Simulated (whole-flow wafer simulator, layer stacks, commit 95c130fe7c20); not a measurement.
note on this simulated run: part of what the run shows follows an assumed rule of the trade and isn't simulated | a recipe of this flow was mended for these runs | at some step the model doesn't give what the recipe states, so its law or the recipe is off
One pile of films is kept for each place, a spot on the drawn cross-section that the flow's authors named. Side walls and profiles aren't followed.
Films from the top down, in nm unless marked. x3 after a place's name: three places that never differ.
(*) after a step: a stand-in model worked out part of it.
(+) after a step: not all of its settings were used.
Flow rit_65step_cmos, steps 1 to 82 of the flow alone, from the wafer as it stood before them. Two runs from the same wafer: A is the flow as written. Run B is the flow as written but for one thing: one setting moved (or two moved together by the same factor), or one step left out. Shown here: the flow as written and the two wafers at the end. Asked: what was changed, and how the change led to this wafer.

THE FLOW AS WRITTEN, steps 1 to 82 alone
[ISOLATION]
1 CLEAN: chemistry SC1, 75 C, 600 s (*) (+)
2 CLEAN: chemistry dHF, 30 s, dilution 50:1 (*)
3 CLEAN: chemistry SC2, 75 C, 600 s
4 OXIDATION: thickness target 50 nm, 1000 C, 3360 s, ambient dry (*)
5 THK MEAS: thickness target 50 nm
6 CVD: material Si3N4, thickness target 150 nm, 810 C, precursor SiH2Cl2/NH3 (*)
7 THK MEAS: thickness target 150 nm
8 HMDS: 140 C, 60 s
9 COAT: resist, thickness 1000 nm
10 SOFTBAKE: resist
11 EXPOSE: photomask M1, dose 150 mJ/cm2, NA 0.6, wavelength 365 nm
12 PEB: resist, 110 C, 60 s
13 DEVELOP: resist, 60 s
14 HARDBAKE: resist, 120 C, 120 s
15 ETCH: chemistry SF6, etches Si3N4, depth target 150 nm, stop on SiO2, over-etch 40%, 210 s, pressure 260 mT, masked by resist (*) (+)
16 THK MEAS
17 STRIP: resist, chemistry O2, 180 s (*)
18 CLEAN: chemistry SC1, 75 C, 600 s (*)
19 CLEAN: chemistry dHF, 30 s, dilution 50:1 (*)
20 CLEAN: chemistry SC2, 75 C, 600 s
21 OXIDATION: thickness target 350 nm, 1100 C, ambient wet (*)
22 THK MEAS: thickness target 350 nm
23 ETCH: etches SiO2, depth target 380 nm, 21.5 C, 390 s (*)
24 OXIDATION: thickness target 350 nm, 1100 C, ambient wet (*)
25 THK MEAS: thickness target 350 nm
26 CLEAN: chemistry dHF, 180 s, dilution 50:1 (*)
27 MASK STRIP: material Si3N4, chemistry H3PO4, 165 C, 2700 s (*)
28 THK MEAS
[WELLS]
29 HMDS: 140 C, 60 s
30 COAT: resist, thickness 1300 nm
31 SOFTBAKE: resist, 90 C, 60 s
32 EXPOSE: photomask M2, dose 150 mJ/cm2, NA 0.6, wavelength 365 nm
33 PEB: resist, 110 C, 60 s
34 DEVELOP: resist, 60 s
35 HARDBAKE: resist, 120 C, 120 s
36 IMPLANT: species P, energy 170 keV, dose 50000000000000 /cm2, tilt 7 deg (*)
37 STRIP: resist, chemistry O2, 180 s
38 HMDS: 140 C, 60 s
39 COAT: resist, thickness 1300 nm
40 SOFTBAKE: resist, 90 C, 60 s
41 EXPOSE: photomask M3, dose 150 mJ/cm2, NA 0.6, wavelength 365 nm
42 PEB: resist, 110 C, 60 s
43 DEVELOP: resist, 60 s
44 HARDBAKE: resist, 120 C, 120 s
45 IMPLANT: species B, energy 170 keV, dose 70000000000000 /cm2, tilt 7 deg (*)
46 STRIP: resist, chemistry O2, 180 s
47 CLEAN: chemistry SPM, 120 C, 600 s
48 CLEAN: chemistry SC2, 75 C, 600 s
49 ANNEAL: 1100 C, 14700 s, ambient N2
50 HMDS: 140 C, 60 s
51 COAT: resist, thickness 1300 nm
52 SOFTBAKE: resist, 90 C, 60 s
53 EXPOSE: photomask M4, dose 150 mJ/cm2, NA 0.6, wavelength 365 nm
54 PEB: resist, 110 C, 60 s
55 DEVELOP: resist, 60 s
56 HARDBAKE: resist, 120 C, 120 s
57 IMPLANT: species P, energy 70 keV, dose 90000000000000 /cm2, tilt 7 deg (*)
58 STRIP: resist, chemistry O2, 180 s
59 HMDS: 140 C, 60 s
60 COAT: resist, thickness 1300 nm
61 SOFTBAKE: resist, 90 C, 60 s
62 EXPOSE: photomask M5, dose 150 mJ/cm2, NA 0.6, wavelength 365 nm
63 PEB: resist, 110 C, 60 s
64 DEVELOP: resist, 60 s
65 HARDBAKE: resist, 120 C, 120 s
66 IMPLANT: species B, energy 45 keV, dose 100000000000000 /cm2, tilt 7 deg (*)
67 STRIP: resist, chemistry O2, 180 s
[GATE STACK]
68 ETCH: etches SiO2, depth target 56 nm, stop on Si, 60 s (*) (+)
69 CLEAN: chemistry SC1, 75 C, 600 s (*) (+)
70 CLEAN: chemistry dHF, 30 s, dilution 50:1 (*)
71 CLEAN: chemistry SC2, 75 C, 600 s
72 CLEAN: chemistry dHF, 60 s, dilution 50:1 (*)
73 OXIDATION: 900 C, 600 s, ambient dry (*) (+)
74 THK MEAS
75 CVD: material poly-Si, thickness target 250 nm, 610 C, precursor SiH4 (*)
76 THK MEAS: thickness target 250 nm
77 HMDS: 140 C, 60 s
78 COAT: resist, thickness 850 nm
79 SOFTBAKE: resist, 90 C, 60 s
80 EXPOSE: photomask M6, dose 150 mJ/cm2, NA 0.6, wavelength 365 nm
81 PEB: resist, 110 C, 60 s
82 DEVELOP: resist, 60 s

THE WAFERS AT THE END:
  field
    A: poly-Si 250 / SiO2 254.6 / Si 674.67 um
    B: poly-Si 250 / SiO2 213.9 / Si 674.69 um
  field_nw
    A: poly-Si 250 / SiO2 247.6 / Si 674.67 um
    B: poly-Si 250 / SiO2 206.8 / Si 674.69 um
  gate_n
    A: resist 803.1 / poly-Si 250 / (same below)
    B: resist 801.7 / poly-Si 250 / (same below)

The cause: step 24, OXIDATION: thickness target 308 nm was run, where the flow has thickness target 350 nm; step 27, MASK STRIP: 2376 s was run, where the flow has 2700 s.

How the change led to this, step by step:
  24 OXIDATION: thickness target 350 nm, 1100 C, ambient wet (*)
      active_n, active_p, gate_n and 7 more: A SiO2 +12 (new film), Si3N4 -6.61 | B SiO2 +10.1 (new film), Si3N4 -5.59
      field, field_pw, field_nw, field_p: A SiO2 +350 (new film), Si -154 | B SiO2 +308 (new film), Si -135.5
  26 CLEAN: chemistry dHF, 180 s, dilution 50:1 (*)
      active_n, active_p, gate_n and 7 more: A SiO2 -12 (all of it), Si3N4 -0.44 | B SiO2 -10.1 (all of it), Si3N4 -0.61
  27 MASK STRIP: material Si3N4, chemistry H3PO4, 165 C, 2700 s (*)
      active_n, active_p, gate_n and 7 more: A Si3N4 -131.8 (all of it), SiO2 -5.64 | B Si3N4 -132.7 (all of it), SiO2 -4.33
      field, field_pw, field_nw, field_p: A SiO2 -10.7 | B SiO2 -9.39
  68 ETCH: etches SiO2, depth target 56 nm, stop on Si, 60 s (*) (+)
      active_n, active_p, gate_n and 7 more: A SiO2 -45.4 (all of it), Si -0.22 | B SiO2 -46.7 (all of it), Si -0.19
